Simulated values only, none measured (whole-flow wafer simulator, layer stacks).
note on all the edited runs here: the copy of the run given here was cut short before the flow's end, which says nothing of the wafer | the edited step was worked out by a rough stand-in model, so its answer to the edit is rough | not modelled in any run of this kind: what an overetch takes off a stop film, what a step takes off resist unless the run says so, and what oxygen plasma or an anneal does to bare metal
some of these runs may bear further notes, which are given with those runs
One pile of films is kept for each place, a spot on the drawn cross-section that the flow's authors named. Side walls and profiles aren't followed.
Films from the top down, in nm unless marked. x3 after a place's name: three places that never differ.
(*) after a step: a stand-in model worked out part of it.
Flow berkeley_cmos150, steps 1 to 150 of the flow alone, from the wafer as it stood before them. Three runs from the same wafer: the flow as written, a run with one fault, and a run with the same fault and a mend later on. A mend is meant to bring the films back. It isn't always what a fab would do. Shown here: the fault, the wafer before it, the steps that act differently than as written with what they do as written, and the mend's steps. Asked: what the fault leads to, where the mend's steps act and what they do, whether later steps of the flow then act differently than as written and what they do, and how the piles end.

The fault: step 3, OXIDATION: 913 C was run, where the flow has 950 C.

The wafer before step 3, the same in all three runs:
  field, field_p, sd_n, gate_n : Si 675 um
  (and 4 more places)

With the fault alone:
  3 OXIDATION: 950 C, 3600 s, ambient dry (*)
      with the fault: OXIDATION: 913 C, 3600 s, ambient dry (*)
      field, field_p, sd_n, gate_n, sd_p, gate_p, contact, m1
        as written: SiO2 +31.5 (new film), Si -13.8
        with the fault: SiO2 +21.9 (new film), Si -9.63
  Later steps of the flow that act differently than as written (34 more steps differ only slightly, by at most 2% or 0.5 nm, whichever is larger, and aren't shown):
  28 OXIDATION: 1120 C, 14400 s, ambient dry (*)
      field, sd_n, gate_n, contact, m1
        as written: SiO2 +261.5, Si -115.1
        with the fault: SiO2 +269.4, Si -118.5
  At the end the piles differ from the flow's only slightly at the places that both follow, by at most 2% or 0.5 nm, whichever is larger.

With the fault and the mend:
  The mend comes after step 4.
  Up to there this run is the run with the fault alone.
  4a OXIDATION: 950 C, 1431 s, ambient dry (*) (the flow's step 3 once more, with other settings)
      field, field_p, sd_n, gate_n, sd_p, gate_p, contact, m1
        SiO2 +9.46, Si -4.16
  No later step of the flow acts differently than as written, at any place that is followed, by more than 2% or 0.5 nm, whichever is larger.
  At the end the piles are the same as the flow's at every place that both follow.
